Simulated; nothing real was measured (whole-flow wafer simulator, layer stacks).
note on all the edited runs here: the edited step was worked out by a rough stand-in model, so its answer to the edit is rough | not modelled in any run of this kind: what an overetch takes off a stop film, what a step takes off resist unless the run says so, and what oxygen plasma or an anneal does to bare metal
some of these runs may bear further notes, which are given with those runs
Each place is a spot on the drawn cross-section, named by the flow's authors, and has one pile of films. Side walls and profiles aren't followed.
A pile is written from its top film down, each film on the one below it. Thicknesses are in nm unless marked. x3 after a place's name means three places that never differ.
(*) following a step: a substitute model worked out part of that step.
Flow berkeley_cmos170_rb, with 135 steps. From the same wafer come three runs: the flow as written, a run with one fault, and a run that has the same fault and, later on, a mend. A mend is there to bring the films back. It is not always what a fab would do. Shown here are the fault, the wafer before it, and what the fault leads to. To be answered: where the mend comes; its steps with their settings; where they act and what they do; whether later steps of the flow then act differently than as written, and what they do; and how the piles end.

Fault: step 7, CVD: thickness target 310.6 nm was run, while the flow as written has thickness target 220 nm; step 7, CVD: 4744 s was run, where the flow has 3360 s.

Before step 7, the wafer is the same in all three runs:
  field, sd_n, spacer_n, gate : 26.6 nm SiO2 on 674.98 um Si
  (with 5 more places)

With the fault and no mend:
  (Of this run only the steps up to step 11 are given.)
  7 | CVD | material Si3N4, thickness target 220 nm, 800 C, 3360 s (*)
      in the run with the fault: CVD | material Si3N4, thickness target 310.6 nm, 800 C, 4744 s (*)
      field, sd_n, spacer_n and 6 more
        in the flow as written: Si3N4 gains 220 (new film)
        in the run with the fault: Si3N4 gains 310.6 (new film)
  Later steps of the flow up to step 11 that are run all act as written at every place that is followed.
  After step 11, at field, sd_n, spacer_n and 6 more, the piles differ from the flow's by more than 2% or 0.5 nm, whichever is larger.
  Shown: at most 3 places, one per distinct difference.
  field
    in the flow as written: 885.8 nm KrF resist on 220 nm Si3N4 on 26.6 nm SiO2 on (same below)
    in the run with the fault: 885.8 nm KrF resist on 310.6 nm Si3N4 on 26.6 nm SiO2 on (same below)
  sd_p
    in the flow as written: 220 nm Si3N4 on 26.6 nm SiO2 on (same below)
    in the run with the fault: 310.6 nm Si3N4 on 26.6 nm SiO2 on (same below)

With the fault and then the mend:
  The mend follows step 7.
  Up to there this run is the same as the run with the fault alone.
  7a | ETCH | chemistry h3po4, depth target 90.6 nm
      field, sd_n, spacer_n and 6 more
        Si3N4 loses 90.6
  Later steps of the flow that are run all act as written at every place that is followed.
  At every place that both follow, the piles at the end match the flow's.
